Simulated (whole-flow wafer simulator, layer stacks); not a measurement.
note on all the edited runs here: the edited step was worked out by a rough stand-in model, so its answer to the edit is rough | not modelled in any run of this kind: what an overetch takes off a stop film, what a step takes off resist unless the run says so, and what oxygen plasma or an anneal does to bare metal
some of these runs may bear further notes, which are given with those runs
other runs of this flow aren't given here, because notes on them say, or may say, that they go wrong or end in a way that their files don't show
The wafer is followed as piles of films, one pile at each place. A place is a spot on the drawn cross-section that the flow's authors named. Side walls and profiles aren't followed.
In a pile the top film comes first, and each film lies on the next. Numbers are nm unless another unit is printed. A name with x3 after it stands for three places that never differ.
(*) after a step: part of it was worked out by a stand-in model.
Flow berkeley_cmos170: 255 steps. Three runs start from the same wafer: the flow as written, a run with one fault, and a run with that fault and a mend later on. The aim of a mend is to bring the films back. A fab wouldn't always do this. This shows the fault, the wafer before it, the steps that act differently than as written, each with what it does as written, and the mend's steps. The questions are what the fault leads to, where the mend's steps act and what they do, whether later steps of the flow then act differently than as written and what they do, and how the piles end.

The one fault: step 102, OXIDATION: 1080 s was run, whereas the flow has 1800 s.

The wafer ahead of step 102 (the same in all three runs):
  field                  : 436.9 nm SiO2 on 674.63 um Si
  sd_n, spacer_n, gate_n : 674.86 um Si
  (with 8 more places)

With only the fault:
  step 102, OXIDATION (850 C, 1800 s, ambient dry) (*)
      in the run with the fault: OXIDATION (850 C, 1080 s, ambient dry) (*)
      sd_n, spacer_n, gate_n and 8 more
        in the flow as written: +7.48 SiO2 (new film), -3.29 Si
        in the run with the fault: +5.6 SiO2 (new film), -2.47 Si
  Every later step of the flow that is run acts as written, at every place that is followed, to within 2% or 0.5 nm, whichever is larger.
  At gate_n, gate_p, the piles at the end differ from the flow's by more than 2% or 0.5 nm, whichever is larger.
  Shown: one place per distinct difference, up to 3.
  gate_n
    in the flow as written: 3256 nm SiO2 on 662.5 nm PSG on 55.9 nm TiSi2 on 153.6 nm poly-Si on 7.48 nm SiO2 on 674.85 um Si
    in the run with the fault: 3257.8 nm SiO2 on 662.5 nm PSG on 55.9 nm TiSi2 on 153.6 nm poly-Si on 5.6 nm SiO2 on 674.85 um Si

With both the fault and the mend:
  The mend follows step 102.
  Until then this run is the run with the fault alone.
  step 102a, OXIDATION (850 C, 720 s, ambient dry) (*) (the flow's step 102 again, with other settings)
      sd_n, spacer_n, gate_n and 8 more
        +1.88 SiO2, -0.83 Si
      field
        +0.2 SiO2, -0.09 Si
  Every later step of the flow that is run acts as written at every place that is followed.
  At every place that both follow, the piles at the end match the flow's.
